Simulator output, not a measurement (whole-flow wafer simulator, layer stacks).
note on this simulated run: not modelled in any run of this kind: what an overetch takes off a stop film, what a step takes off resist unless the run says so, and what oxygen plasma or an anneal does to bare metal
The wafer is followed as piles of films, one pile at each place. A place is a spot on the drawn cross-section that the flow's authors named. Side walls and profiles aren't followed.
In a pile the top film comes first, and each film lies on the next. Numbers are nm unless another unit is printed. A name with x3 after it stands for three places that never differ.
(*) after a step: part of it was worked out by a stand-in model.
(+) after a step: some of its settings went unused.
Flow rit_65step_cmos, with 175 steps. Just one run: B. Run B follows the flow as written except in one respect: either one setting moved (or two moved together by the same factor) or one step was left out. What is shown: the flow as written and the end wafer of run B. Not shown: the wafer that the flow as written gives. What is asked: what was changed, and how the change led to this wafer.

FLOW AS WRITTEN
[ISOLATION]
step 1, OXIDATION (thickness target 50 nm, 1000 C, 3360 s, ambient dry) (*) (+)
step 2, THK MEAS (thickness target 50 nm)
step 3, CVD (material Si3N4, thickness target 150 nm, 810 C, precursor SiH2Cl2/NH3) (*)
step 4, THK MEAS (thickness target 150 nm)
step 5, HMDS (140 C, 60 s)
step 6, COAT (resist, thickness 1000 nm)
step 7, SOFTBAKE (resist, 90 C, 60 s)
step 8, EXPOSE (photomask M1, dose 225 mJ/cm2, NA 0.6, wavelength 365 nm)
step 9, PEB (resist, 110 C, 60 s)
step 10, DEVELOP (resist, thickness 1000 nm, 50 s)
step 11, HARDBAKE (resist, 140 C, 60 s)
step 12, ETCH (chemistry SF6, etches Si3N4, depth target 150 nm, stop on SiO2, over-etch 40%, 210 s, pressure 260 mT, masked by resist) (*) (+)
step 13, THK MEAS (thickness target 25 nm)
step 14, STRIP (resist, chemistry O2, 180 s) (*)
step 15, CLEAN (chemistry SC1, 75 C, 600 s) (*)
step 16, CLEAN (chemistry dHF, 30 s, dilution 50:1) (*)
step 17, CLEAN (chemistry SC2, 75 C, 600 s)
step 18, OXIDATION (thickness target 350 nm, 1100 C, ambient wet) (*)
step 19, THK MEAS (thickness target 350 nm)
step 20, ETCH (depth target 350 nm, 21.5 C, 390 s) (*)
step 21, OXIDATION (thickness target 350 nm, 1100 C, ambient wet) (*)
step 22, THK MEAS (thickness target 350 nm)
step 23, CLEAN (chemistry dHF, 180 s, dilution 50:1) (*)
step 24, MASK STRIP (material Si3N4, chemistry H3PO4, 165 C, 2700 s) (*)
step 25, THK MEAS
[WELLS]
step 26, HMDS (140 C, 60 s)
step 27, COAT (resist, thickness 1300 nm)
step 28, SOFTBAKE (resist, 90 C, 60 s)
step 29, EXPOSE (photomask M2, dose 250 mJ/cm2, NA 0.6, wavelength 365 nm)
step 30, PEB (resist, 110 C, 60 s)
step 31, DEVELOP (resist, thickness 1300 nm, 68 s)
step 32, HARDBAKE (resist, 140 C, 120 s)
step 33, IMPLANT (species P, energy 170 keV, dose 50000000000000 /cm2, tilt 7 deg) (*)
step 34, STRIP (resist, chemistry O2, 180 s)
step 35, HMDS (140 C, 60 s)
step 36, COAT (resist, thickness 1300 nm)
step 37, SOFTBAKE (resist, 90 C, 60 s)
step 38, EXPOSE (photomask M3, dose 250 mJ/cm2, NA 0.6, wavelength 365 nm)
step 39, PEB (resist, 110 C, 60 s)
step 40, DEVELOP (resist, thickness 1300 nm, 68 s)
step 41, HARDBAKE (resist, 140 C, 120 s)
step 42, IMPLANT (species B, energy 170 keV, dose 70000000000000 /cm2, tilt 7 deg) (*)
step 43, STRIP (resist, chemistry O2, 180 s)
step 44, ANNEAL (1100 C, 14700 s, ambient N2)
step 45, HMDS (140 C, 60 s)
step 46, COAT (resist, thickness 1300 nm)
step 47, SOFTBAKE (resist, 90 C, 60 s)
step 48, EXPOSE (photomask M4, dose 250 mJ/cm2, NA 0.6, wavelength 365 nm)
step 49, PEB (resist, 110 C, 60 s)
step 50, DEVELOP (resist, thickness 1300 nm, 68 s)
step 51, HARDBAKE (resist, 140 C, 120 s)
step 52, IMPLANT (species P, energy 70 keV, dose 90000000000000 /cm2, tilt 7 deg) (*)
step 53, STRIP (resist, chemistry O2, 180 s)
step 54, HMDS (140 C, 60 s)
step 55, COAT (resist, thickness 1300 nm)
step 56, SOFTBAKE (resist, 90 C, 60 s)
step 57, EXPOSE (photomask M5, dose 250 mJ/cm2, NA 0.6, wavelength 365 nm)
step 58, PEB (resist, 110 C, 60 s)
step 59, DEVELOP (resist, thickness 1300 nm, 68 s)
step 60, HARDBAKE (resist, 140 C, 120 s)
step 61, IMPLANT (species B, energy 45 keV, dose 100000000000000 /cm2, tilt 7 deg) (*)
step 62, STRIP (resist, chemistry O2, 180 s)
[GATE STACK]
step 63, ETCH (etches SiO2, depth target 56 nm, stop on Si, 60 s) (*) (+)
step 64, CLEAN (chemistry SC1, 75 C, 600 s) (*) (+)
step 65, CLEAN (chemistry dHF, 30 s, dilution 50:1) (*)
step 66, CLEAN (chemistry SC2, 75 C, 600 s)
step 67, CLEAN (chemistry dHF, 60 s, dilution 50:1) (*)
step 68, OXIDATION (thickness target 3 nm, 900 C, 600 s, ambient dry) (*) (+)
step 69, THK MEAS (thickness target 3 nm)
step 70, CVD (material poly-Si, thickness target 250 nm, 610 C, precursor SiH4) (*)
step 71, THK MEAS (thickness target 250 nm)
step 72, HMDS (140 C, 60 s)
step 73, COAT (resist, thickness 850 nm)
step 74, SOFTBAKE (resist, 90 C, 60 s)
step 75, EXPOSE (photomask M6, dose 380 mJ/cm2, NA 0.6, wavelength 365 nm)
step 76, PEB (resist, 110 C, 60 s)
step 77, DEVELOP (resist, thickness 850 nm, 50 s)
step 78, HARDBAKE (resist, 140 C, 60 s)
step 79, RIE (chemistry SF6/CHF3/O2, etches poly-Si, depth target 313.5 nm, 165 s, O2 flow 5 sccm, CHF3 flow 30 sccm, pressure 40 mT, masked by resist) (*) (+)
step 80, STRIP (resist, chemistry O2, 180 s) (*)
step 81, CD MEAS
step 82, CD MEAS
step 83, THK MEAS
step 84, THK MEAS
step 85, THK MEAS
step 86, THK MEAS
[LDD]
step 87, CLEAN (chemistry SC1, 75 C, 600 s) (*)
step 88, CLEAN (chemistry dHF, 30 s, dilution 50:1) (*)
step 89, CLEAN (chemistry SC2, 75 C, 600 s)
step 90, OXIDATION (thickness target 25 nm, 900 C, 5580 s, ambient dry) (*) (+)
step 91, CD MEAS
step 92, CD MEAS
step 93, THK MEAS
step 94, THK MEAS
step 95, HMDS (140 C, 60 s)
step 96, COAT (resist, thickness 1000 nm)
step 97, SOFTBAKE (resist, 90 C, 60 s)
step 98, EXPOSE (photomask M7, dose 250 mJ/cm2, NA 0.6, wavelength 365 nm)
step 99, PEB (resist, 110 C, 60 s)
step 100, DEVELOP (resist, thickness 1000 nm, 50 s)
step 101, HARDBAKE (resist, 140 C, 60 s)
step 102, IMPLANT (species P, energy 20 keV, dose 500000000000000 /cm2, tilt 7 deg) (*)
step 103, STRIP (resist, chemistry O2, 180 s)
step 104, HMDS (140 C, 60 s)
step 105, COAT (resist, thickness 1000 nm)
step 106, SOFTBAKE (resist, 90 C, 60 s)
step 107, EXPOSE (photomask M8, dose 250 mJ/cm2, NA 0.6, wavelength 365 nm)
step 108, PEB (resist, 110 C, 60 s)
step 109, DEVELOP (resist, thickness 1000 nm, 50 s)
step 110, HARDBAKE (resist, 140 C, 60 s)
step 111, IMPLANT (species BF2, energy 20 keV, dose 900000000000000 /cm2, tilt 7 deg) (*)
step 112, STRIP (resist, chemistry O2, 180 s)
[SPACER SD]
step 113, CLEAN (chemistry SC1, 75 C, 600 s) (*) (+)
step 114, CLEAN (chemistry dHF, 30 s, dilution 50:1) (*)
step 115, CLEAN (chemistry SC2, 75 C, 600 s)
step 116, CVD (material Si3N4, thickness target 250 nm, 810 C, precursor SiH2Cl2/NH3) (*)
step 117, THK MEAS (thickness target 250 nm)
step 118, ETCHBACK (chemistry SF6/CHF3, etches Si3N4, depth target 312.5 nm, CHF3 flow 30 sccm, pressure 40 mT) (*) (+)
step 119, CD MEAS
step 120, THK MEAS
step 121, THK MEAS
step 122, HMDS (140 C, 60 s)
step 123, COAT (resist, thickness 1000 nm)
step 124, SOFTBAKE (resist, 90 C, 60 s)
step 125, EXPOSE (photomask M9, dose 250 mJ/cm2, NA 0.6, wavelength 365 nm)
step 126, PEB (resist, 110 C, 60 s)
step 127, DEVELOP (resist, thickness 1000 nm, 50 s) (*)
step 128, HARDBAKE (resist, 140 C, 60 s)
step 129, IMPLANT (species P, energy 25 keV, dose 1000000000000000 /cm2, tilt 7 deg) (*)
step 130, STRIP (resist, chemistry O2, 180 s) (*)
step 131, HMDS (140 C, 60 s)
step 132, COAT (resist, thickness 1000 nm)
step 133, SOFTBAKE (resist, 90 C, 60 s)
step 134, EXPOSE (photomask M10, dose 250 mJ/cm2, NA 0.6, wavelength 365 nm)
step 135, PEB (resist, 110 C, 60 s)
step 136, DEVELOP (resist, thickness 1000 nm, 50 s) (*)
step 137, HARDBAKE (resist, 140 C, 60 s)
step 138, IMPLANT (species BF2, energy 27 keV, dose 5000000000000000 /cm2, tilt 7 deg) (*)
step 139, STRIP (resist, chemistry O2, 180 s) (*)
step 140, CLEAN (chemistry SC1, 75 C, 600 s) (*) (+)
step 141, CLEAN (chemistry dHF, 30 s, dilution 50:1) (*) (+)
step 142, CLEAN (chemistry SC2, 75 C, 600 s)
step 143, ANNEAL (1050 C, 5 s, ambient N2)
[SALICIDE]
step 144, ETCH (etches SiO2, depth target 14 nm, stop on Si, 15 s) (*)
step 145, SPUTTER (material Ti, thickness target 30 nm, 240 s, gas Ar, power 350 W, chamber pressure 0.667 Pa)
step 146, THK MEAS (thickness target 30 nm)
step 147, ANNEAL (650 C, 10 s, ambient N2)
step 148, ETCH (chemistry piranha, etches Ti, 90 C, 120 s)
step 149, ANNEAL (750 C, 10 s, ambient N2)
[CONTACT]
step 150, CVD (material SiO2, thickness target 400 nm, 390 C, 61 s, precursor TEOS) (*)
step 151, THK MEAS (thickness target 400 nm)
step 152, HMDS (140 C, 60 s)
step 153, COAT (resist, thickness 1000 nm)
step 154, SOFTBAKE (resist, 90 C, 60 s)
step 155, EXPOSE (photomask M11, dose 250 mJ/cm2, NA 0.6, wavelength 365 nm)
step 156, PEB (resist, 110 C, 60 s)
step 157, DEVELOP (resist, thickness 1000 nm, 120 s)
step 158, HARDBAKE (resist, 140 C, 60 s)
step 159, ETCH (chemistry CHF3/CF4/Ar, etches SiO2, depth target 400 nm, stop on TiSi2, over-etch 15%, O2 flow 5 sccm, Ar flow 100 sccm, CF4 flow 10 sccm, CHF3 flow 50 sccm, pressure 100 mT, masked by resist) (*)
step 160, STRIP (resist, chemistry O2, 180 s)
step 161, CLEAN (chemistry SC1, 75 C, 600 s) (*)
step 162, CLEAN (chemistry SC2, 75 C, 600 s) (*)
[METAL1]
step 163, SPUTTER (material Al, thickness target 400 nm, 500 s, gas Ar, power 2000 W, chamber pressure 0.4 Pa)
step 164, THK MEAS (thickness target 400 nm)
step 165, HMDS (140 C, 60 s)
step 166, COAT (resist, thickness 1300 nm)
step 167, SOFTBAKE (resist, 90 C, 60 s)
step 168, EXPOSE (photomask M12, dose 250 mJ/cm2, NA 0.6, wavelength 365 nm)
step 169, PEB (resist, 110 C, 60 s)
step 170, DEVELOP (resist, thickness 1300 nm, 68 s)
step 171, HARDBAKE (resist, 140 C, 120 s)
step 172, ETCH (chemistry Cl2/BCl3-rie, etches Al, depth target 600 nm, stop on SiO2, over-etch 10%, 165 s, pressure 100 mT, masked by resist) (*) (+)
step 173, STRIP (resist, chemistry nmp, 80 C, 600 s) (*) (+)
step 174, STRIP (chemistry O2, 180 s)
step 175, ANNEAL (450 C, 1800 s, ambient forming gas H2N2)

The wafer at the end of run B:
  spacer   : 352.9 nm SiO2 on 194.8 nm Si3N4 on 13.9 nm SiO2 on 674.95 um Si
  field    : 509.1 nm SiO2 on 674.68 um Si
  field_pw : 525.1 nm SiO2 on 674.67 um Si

Cause: step 163, SPUTTER: thickness target 316 nm was run, whereas the flow has thickness target 400 nm.

The path from the change to this, step by step:
  step 163, SPUTTER (material Al, thickness target 400 nm, 500 s, gas Ar, power 2000 W, chamber pressure 0.4 Pa)
      field, field_p, spacer, spacer_p: +316 Al (new film) (in the flow as written it would be: +400 Al (new film))
      gate_n, gate_p: +316 Al (new film) (in the flow as written it would be: +396 Al (new film))
      (and at 2 other places as well)
  step 172, ETCH (chemistry Cl2/BCl3-rie, etches Al, depth target 600 nm, stop on SiO2, over-etch 10%, 165 s, pressure 100 mT, masked by resist) (*) (+)
      field, field_p, spacer, spacer_p: -316 Al (all of it), -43 SiO2 (in the flow as written it would be: -400 Al (all of it), -32.5 SiO2)
      gate_n, gate_p: -316 Al (all of it), -43 SiO2 (in the flow as written it would be: -396 Al (all of it), -33 SiO2)
      (and at 2 other places as well)
